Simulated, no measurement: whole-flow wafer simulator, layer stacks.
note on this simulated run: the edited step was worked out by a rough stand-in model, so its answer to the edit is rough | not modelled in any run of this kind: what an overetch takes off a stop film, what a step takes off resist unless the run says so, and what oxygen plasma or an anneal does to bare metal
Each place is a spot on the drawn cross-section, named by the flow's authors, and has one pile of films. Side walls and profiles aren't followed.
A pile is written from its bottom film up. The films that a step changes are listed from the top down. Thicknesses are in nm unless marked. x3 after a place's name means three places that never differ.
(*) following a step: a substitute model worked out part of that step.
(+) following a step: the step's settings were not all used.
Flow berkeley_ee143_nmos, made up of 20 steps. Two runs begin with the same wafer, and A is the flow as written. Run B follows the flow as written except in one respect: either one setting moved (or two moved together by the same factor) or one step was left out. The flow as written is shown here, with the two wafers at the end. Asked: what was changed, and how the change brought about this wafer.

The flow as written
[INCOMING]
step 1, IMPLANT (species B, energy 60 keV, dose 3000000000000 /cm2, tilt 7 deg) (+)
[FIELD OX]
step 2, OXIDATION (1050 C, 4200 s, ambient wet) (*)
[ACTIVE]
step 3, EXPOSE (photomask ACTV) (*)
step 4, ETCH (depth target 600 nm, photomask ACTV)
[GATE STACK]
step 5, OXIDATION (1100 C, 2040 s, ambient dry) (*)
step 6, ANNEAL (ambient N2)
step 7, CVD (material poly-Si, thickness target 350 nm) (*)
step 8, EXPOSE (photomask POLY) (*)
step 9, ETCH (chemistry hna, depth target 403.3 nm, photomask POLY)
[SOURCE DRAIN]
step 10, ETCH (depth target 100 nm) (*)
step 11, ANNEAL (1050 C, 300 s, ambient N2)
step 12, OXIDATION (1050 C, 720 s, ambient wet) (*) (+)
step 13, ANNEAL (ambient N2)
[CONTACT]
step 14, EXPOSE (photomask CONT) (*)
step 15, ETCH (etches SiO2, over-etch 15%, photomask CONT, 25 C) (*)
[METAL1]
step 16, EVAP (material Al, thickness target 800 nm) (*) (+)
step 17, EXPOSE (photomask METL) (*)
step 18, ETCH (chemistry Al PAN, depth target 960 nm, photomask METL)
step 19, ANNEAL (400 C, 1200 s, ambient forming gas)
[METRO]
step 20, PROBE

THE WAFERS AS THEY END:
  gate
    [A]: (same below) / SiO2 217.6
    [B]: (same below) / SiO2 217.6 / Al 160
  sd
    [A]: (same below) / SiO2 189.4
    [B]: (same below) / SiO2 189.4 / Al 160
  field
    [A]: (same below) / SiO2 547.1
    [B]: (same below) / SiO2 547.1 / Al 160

The reason: step 16, EVAP: thickness target 1120 nm was run, though the flow has thickness target 800 nm.

Step by step, how the change led to this:
  step 16, EVAP (material Al, thickness target 800 nm) (*) (+)
      gate, sd, contact, field: A Al gains 800 (new film) | B Al gains 1120 (new film)
  step 18, ETCH (chemistry Al PAN, depth target 960 nm, photomask METL)
      gate, sd, field: A Al loses 800 (all of it) | B Al loses 960
With metal films that touch counted as one body, gate has 1 body; the flow as written gives 0 bodies.
With metal films that touch counted as one body, sd has 1 body; the flow as written gives 0 bodies.
With metal films that touch counted as one body, field has 1 body; the flow as written gives 0 bodies.
